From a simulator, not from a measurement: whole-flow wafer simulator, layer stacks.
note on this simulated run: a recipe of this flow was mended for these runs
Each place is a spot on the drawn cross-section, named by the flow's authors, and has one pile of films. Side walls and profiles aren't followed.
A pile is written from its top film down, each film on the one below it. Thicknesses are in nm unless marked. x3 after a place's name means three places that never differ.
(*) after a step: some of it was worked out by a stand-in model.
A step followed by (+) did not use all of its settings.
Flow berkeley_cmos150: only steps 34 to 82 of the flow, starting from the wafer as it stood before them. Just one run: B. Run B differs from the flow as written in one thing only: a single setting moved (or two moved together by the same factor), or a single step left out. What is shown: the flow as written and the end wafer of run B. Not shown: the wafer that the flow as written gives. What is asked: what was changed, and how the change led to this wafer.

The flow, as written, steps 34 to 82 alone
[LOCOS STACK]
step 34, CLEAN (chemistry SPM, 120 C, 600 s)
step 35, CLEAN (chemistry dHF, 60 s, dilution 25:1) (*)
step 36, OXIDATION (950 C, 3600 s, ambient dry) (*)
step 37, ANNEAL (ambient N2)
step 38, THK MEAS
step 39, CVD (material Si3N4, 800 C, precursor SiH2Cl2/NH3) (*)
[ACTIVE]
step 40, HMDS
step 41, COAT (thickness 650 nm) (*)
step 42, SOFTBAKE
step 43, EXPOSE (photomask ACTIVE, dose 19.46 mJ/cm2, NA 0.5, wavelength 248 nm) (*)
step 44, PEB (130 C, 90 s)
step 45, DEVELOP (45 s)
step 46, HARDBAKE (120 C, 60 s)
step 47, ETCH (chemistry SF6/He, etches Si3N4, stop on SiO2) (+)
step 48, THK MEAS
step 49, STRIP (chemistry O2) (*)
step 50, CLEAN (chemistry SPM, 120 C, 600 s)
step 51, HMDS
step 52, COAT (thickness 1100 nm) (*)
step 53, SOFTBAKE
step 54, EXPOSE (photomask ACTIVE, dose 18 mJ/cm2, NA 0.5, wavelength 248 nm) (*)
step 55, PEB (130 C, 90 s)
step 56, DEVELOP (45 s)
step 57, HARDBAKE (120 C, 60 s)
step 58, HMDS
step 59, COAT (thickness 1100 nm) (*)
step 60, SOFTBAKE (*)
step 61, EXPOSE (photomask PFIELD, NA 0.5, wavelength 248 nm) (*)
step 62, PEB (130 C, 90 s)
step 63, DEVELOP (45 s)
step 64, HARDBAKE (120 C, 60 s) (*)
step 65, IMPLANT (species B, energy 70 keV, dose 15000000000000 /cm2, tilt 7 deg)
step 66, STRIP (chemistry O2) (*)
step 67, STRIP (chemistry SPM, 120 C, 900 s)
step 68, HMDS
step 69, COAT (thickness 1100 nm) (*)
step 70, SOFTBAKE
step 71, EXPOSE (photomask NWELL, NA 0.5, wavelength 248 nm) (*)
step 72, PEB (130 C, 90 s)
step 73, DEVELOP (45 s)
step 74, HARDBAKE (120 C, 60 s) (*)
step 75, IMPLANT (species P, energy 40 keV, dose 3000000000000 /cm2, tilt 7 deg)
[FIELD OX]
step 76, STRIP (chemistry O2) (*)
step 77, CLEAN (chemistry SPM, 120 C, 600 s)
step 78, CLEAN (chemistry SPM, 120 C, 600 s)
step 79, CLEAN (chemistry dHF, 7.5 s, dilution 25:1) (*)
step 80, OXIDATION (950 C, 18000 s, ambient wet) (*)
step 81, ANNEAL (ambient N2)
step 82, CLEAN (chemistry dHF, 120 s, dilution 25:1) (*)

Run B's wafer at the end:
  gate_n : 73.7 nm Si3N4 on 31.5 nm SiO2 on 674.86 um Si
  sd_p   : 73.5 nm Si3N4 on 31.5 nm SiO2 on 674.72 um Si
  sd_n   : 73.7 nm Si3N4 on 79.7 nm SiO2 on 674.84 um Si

What caused this: step 39, CVD: 777 C was run, though the flow has 800 C.

Step by step, how the change led to this:
  step 39, CVD (material Si3N4, 800 C, precursor SiH2Cl2/NH3) (*)
      field, field_p, sd_n, gate_n, sd_p, gate_p, contact, m1: Si3N4 gains 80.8 (new film) (it would be, as written: Si3N4 gains 106 (new film))
  step 47, ETCH (chemistry SF6/He, etches Si3N4, stop on SiO2) (+)
      sd_n, gate_n, sd_p, gate_p, contact, m1: KrF-resist loses 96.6 (it would be, as written: KrF-resist loses 124)
      field, field_p: Si3N4 loses 80.8 (all of it), SiO2 loses 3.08 (it would be, as written: Si3N4 loses 106 (all of it), SiO2 loses 3.08)
  step 49, STRIP (chemistry O2) (*)
      sd_n: KrF-resist loses 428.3 (all of it) (it would be, as written: KrF-resist loses 400.9 (all of it))
      gate_n: KrF-resist loses 436.7 (all of it) (it would be, as written: KrF-resist loses 409.3 (all of it))
      (also at 4 further places)
  step 80, OXIDATION (950 C, 18000 s, ambient wet) (*)
      sd_n: SiO2 gains 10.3 (new film), Si3N4 loses 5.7, SiO2 gains 48.3, Si loses 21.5 (it would be, as written: SiO2 gains 10.3 (new film), Si3N4 loses 5.7, SiO2 gains 34.7, Si loses 15.4)
